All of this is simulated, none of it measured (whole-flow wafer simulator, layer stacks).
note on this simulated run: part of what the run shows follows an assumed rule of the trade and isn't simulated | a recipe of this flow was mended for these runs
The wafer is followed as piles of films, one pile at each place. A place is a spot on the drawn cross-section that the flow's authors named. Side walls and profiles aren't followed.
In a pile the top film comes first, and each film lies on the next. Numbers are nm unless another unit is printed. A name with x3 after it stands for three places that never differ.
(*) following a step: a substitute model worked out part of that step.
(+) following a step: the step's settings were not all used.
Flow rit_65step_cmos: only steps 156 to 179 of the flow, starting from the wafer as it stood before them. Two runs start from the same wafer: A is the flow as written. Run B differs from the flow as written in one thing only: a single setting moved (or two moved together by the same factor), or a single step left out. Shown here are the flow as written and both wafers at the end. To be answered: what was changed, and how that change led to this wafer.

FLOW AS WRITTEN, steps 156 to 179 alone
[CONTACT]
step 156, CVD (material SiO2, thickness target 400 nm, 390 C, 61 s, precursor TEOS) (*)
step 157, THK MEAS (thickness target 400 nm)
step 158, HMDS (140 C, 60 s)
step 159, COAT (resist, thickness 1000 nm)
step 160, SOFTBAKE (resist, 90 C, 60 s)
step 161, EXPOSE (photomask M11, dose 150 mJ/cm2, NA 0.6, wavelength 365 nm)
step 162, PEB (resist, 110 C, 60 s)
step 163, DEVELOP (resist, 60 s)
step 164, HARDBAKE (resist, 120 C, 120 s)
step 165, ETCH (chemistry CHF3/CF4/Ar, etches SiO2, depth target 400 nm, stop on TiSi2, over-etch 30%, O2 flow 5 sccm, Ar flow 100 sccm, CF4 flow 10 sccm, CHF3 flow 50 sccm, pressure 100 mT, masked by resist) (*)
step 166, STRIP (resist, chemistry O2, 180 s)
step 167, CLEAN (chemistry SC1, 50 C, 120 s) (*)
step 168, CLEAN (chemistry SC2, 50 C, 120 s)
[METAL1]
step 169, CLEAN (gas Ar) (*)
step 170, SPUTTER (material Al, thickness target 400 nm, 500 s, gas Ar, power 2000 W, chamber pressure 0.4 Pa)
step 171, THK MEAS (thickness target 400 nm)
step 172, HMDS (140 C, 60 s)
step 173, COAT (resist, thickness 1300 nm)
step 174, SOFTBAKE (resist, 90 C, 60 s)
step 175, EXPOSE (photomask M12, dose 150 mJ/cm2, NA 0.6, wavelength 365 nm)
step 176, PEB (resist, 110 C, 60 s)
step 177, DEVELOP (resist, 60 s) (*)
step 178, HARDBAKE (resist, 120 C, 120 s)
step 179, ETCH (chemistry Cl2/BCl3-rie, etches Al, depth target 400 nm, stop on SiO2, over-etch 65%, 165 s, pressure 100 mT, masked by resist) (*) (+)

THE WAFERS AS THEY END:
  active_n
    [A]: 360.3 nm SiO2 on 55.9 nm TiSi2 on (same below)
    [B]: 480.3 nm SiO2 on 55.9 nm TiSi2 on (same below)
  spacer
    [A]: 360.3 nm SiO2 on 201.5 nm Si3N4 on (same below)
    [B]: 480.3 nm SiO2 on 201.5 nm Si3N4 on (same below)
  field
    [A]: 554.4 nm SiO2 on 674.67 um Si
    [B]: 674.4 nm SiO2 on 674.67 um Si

Cause: step 156, CVD: thickness target 520 nm was run, while the flow as written has thickness target 400 nm; step 156, CVD: 79 s was run, where the flow has 61 s.

The path from the change to this, step by step:
  step 156, CVD (material SiO2, thickness target 400 nm, 390 C, 61 s, precursor TEOS) (*)
      active_n, active_p, gate_n and 7 more: A +400 SiO2 (new film) | B +520 SiO2 (new film)
      field, field_pw, field_nw, field_p: A +400 SiO2 | B +520 SiO2
  step 165, ETCH (chemistry CHF3/CF4/Ar, etches SiO2, depth target 400 nm, stop on TiSi2, over-etch 30%, O2 flow 5 sccm, Ar flow 100 sccm, CF4 flow 10 sccm, CHF3 flow 50 sccm, pressure 100 mT, masked by resist) (*)
      contact: A -400 SiO2 (all of it), -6 TiSi2 | B -520 SiO2 (all of it), -7.8 TiSi2
  step 170, SPUTTER (material Al, thickness target 400 nm, 500 s, gas Ar, power 2000 W, chamber pressure 0.4 Pa)
      contact: A +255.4 Al (new film) | B +222.8 Al (new film)
  step 173, COAT (resist, thickness 1300 nm)
      contact: A +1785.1 resist (new film) | B +1917.8 resist (new film)
  step 176, PEB (resist, 110 C, 60 s)
      contact: A -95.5 resist | B -103 resist
  step 178, HARDBAKE (resist, 120 C, 120 s)
      contact: A -62.1 resist | B -67.4 resist
